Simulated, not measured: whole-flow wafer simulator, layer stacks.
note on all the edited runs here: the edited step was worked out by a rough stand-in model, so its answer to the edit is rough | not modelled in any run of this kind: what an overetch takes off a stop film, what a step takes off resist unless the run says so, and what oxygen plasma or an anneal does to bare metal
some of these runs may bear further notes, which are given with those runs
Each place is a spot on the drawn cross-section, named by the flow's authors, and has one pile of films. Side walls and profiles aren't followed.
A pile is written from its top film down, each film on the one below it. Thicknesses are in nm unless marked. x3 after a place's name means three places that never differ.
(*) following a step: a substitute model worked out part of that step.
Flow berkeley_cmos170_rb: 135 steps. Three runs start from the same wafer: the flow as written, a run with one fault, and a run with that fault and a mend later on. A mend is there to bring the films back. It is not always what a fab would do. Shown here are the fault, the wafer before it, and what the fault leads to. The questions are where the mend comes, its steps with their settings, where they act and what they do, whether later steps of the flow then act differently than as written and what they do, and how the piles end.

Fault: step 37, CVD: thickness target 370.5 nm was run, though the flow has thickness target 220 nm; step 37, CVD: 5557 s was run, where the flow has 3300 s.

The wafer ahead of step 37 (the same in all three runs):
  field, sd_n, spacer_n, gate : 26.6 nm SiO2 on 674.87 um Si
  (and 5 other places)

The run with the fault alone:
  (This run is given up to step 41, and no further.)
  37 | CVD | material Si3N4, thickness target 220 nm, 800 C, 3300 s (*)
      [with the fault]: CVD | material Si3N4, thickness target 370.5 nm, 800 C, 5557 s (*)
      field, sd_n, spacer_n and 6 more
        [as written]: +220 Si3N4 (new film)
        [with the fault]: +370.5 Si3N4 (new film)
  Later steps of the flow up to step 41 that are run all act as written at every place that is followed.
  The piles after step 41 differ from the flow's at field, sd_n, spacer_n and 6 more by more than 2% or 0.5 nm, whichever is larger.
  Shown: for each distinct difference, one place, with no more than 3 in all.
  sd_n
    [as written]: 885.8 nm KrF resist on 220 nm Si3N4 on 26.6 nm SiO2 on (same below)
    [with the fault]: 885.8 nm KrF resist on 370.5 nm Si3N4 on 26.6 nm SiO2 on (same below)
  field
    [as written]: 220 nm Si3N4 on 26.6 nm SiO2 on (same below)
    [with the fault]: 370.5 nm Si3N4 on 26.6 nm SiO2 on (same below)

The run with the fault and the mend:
  The mend follows step 37.
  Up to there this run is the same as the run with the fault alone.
  37a | ETCH | chemistry h3po4, depth target 426.5 nm (the flow's step 30 again, with other settings)
      field, sd_n, spacer_n and 6 more
        -370.5 Si3N4 (all of it)
  37b | CLEAN (*)
      alters no film at any place that is followed
  37c | CVD | material Si3N4, thickness target 220 nm, 800 C, 3300 s (*) (the flow's step 37 again)
      field, sd_n, spacer_n and 6 more
        +220 Si3N4 (new film)
  Later steps of the flow that are run all act as written at every place that is followed.
  The piles end the same as the flow's at every place that both follow.
